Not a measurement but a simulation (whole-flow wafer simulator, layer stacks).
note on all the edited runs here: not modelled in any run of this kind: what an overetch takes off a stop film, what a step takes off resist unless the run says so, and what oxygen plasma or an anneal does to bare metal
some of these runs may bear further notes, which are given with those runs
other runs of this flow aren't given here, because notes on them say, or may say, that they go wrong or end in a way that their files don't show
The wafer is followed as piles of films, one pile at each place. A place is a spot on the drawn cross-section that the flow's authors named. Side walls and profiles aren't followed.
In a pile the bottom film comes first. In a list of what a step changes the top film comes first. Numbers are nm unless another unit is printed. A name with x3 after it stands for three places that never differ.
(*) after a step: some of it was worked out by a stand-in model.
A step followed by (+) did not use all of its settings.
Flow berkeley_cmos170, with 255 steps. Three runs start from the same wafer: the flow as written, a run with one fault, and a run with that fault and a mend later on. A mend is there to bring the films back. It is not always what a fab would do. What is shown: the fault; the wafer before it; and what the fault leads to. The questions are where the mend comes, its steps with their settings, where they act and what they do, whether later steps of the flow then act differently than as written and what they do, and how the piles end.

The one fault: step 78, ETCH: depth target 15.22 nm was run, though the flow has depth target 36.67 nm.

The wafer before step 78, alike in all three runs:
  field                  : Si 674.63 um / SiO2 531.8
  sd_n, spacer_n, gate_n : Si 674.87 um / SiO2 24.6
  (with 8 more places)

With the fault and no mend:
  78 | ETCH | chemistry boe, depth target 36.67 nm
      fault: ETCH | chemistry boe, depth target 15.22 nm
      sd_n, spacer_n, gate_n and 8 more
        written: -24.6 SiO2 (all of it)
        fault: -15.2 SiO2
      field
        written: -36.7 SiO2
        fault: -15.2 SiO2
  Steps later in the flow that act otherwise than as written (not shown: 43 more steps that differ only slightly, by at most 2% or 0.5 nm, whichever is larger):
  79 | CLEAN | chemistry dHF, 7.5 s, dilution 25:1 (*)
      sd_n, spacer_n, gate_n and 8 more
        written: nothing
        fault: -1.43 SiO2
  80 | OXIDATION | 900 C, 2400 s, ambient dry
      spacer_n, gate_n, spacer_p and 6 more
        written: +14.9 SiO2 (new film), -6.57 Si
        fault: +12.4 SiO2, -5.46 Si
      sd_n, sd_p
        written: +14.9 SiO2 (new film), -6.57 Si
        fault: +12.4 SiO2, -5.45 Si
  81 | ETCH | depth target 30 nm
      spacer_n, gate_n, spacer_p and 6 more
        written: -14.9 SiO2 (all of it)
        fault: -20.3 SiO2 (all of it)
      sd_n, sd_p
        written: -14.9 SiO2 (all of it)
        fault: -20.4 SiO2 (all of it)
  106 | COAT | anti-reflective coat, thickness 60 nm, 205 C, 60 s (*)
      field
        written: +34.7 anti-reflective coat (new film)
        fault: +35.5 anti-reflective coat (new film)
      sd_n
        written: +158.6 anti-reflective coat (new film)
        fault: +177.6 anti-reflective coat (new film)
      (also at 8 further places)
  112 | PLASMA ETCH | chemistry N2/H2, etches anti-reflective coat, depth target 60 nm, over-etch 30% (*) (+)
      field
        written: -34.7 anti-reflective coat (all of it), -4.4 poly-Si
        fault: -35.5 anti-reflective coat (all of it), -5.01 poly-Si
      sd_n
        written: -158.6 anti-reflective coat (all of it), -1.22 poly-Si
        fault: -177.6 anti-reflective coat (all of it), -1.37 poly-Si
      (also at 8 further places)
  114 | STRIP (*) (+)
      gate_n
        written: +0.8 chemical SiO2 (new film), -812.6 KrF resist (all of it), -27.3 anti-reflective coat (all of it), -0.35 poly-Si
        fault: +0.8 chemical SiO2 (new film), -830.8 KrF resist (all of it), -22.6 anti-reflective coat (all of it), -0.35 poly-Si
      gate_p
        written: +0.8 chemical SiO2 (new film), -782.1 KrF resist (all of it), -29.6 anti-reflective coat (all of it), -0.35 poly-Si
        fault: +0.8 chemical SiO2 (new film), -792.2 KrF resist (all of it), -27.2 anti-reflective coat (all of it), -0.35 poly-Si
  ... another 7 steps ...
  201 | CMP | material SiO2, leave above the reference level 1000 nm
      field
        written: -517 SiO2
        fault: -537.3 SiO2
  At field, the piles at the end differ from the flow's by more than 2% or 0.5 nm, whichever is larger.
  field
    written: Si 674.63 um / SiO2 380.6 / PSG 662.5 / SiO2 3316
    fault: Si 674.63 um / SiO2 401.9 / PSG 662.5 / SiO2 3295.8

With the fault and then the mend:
  The mend stands after step 78.
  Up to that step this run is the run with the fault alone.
  78a | ETCH | chemistry boe, depth target 21.45 nm (a further turn of the flow's step 78, with different settings)
      spacer_n, gate_n, spacer_p and 6 more
        -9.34 SiO2 (all of it)
      sd_n, sd_p
        -9.4 SiO2 (all of it)
      field
        -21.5 SiO2
  Later steps of the flow that are run all act as written at every place that is followed, up to a difference of at most 2% or 0.5 nm, whichever is larger.
  By the end, the piles equal the flow's at every place that both follow.
